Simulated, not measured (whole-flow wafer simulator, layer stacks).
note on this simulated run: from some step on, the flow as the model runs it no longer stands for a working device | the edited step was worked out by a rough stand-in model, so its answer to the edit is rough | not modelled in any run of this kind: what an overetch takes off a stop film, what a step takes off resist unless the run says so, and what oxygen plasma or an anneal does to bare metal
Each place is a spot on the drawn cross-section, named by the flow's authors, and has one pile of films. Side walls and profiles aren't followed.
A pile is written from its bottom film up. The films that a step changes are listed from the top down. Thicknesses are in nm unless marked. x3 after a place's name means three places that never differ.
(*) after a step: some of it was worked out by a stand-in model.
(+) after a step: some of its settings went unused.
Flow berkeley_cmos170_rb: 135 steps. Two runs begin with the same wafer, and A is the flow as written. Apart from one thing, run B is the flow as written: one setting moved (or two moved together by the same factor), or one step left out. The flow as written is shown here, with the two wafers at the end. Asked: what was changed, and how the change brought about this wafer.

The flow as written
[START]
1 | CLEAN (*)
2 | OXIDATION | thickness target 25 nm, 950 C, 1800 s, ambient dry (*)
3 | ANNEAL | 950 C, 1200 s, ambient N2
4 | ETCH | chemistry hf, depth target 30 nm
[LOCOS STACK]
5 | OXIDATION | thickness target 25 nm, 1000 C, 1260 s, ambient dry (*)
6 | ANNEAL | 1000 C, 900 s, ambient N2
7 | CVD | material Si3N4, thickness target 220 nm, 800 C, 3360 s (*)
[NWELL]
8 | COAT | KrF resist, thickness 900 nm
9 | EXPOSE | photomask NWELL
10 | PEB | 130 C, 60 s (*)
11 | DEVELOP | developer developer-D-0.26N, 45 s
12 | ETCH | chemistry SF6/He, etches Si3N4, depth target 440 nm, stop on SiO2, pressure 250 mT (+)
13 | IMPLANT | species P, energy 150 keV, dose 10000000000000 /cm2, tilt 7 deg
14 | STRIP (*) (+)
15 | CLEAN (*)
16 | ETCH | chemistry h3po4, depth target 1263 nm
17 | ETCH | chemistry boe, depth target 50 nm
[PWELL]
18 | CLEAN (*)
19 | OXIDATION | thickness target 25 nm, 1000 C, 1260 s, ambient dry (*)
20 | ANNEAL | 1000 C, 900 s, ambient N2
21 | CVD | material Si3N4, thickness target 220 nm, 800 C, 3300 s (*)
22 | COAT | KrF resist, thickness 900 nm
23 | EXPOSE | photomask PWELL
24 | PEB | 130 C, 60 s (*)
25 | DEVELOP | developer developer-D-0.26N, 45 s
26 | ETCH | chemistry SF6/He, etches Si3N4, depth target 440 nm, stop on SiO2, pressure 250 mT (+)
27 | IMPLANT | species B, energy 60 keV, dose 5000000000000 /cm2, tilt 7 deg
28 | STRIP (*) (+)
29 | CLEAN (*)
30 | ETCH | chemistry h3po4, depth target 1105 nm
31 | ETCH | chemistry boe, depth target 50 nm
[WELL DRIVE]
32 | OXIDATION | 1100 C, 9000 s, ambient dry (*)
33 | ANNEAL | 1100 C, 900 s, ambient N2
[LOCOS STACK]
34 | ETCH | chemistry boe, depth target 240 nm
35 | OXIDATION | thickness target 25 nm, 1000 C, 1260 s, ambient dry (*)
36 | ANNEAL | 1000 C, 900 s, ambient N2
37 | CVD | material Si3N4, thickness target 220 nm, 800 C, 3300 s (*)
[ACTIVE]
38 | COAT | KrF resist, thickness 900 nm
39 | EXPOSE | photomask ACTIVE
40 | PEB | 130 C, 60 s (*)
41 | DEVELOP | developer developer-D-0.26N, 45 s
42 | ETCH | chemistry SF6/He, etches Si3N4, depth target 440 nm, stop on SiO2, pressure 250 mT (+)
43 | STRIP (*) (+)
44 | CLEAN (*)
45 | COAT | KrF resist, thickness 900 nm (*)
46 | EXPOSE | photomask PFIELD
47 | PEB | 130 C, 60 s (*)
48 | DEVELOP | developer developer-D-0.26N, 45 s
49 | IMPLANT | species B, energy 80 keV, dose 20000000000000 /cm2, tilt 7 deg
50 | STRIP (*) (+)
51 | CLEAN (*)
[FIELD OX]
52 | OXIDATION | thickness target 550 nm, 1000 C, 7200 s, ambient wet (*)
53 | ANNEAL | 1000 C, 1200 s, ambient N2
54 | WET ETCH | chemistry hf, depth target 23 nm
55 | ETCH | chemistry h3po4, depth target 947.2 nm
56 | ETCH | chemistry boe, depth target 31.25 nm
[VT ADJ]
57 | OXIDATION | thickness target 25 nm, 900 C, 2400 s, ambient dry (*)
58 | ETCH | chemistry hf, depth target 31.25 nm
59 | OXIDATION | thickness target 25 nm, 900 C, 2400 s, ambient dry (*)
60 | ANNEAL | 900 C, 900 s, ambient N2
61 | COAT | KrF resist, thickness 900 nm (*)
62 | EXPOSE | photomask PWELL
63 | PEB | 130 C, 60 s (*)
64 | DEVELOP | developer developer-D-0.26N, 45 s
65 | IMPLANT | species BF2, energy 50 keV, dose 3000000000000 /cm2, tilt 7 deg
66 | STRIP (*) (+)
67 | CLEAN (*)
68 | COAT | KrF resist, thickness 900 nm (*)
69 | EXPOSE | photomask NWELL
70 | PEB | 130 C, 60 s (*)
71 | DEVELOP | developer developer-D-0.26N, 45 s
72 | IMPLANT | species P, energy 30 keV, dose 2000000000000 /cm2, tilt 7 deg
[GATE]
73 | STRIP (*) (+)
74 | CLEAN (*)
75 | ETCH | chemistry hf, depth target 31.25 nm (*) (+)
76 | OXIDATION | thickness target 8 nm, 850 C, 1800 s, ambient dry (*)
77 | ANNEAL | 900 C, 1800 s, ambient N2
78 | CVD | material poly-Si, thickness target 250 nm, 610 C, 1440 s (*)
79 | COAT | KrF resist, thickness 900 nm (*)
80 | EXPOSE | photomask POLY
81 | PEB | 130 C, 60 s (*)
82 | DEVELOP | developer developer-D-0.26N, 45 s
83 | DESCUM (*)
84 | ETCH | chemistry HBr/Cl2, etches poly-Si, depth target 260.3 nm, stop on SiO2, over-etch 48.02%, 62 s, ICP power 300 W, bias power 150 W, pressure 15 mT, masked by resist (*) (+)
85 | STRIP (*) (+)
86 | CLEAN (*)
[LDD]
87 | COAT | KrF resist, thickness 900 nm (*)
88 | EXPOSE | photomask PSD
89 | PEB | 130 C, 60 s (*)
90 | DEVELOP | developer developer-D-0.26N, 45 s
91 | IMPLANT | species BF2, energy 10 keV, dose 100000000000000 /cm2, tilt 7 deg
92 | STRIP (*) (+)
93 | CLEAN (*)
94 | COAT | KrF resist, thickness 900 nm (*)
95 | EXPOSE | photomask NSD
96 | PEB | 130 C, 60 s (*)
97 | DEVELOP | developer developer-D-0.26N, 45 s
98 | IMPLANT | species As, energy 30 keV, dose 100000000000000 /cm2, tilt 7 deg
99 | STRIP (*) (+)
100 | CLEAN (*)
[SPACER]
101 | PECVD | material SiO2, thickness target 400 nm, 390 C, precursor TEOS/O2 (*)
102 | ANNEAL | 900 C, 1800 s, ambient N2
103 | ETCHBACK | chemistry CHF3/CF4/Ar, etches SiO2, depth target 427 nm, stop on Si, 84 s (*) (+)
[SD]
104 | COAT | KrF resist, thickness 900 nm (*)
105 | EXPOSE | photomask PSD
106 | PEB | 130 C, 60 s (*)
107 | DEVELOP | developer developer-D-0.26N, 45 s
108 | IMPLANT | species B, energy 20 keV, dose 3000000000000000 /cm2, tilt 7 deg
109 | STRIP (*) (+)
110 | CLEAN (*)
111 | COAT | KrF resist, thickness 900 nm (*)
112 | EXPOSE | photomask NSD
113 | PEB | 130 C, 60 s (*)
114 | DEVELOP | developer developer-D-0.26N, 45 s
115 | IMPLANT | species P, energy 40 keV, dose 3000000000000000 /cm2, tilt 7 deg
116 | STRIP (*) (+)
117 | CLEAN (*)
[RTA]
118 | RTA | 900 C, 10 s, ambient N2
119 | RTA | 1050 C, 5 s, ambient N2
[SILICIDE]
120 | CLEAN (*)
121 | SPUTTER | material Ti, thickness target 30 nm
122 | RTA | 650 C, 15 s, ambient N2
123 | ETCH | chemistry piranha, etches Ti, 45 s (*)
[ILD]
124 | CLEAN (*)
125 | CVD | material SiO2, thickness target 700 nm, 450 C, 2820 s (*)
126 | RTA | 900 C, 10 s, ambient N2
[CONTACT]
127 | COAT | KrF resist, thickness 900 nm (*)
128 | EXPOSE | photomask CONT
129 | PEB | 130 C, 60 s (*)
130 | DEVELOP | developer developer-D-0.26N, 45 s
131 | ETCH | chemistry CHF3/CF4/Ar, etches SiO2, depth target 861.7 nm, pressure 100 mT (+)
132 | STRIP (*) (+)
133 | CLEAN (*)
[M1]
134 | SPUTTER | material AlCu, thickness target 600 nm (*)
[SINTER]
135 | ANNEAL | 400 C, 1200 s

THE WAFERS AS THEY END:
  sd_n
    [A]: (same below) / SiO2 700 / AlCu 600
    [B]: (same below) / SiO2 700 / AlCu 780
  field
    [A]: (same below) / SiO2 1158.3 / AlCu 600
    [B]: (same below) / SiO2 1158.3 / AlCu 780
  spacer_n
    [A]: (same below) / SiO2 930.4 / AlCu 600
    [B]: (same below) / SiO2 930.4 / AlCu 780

The reason: step 134, SPUTTER: thickness target 780 nm was run, though the flow has thickness target 600 nm.
The wafer itself shows it: sd_n has AlCu 780, and step 134 as written asks for 600 nm.

The path from the change to this, step by step:
  134 | SPUTTER | material AlCu, thickness target 600 nm (*)
      field, sd_n, spacer_n, gate, spacer_p, gate_p, m1: A AlCu gains 600 (new film) | B AlCu gains 780 (new film)
      sd_p: A AlCu gains 545.9 (new film) | B AlCu gains 718.7 (new film)
      (also at 1 further place)
